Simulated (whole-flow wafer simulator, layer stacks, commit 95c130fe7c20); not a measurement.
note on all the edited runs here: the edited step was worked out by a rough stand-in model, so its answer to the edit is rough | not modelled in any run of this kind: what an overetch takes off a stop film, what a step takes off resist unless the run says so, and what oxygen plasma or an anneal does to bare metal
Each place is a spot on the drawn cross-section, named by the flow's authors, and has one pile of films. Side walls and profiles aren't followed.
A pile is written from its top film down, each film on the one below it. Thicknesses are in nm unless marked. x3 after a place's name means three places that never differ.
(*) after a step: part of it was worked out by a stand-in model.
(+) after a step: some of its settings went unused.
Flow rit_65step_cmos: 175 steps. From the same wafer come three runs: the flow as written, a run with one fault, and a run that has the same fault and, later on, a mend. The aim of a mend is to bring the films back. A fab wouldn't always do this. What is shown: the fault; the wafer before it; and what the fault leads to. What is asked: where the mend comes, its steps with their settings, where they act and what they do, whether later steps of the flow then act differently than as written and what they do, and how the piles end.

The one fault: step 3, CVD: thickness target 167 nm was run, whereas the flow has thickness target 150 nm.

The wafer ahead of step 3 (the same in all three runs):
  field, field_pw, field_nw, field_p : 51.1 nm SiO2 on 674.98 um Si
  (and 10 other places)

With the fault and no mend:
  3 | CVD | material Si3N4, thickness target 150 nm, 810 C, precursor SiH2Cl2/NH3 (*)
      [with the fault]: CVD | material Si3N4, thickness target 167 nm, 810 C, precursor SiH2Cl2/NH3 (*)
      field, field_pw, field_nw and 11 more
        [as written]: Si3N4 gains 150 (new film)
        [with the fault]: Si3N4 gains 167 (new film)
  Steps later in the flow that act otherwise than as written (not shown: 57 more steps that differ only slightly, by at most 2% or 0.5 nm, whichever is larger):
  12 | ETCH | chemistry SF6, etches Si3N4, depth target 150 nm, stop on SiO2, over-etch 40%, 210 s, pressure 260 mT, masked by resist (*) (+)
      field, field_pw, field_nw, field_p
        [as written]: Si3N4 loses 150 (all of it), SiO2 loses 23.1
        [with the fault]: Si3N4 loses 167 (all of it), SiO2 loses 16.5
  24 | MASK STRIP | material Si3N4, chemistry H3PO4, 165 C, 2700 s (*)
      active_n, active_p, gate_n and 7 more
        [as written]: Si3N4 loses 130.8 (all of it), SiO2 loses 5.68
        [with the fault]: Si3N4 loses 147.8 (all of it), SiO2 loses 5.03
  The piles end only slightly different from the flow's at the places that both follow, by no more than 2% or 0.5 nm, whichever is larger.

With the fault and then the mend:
  The mend stands after step 4.
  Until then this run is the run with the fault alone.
  4a | ETCHBACK | chemistry SF6/CHF3, etches Si3N4, depth target 17 nm, CHF3 flow 30 sccm, pressure 40 mT (*) (+)
      field, field_pw, field_nw and 11 more
        Si3N4 loses 17
  Later steps of the flow that are run all act as written at every place that is followed.
  At every place that both follow, the piles at the end match the flow's.
